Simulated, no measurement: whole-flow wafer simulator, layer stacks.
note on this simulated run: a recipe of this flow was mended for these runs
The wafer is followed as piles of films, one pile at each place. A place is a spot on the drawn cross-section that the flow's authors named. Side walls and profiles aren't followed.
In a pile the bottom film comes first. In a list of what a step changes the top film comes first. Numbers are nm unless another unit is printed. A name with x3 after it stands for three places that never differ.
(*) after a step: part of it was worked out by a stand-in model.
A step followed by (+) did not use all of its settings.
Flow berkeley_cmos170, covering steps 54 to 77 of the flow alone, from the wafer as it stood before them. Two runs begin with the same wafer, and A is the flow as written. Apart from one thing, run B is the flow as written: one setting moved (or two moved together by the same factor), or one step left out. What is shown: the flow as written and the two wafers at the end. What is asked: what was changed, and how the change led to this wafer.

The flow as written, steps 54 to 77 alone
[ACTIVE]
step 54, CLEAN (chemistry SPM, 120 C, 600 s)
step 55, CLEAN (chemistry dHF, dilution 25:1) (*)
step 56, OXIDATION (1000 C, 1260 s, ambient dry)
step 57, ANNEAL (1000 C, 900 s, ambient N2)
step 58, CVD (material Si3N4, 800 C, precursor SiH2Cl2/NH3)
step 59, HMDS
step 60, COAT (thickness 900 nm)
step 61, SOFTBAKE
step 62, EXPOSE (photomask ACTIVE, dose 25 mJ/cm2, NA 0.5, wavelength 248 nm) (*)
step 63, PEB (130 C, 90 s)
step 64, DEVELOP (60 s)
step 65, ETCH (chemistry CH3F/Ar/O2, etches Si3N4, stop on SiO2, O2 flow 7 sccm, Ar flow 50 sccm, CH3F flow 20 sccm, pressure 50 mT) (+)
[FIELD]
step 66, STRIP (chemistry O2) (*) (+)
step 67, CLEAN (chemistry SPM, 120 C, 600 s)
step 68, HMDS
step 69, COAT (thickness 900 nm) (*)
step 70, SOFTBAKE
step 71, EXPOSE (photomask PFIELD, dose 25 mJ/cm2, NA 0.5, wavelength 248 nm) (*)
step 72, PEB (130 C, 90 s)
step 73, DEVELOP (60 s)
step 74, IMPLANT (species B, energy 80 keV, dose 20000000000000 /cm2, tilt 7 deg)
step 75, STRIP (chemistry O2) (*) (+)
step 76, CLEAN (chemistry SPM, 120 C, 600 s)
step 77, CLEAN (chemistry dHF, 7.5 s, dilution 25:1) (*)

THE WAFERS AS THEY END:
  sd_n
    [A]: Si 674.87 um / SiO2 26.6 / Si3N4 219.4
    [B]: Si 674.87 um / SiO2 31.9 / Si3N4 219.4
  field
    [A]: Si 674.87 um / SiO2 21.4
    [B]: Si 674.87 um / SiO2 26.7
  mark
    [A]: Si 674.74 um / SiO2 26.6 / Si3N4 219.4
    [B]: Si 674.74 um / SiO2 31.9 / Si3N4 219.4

What caused this: step 56, OXIDATION: 1764 s was run, while the flow as written has 1260 s.

How this came from the change, step by step:
  step 56, OXIDATION (1000 C, 1260 s, ambient dry)
      field, mark, sd_n and 10 more: A SiO2 gains 26.6 (new film), Si loses 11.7 | B SiO2 gains 31.9 (new film), Si loses 14
